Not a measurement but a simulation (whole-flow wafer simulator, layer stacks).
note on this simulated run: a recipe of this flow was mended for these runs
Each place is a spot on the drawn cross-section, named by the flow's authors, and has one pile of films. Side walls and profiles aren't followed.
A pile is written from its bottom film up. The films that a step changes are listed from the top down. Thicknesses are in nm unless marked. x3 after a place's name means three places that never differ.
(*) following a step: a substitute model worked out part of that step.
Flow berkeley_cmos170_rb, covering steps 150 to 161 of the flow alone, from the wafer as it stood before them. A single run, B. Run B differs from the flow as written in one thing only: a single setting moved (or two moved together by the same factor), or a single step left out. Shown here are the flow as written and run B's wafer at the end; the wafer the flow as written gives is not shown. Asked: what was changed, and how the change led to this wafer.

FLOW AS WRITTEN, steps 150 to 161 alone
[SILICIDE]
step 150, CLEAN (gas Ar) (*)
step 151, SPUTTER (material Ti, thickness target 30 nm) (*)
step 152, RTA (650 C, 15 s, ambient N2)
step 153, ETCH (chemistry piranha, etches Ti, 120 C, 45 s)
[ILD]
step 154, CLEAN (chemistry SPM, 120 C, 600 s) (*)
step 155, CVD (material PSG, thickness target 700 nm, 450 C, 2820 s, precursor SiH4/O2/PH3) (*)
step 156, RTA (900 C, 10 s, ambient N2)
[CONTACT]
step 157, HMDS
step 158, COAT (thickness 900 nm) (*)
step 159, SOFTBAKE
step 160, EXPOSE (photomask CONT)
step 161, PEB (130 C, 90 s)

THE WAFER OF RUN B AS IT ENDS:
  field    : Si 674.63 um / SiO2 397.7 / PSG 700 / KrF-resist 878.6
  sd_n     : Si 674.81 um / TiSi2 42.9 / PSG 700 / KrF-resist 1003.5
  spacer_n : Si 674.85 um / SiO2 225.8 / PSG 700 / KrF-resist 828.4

The reason: step 151, SPUTTER: thickness target 23 nm was run, whereas the flow has thickness target 30 nm.

How this came from the change, step by step:
  step 151, SPUTTER (material Ti, thickness target 30 nm) (*)
      field, sd_n, spacer_n, gate, spacer_p, gate_p, contact, m1: Ti gains 23 (new film) (in the flow as written it would be: Ti gains 30 (new film))
      sd_p: Ti gains 21.4 (new film) (in the flow as written it would be: Ti gains 27.9 (new film))
  step 152, RTA (650 C, 15 s, ambient N2)
      sd_n, contact, m1: Ti loses 17.9, TiSi2 C49 gains 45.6 (new film), Si loses 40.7 (in the flow as written it would be: Ti loses 23.4, TiSi first gains 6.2 (new film), TiSi2 C49 gains 50.3 (new film), Si loses 49)
      gate, gate_p: Ti loses 17.9, TiSi2 C49 gains 45.6 (new film), poly-Si loses 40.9 (in the flow as written it would be: Ti loses 23.4, TiSi first gains 6.2 (new film), TiSi2 C49 gains 50.3 (new film), poly-Si loses 49.2)
      (and at 1 other place as well)
  step 153, ETCH (chemistry piranha, etches Ti, 120 C, 45 s)
      sd_n, gate, gate_p, contact, m1: Ti loses 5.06 (all of it), TiSi2 C49 loses 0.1 (in the flow as written it would be: Ti loses 6.6 (all of it), TiSi first loses 0.1)
      sd_p: Ti loses 4.71 (all of it), TiSi2 C49 loses 0.1 (in the flow as written it would be: Ti loses 6.14 (all of it), TiSi first loses 0.1)
      (and at 3 other places as well)
  step 156, RTA (900 C, 10 s, ambient N2)
      sd_n, contact, m1: under 1 film: TiSi2 gains 42.9 (new film), TiSi2 C49 loses 45.5 (all of it) (in the flow as written it would be: under 1 film: TiSi2 gains 55.9 (new film), TiSi first loses 6.09 (all of it), TiSi2 C49 loses 50.3 (all of it), Si loses 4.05)
      gate, gate_p: under 1 film: TiSi2 gains 42.9 (new film), TiSi2 C49 loses 45.5 (all of it) (in the flow as written it would be: under 1 film: TiSi2 gains 55.9 (new film), TiSi first loses 6.09 (all of it), TiSi2 C49 loses 50.3 (all of it), poly-Si loses 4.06)
      (and at 1 other place as well)
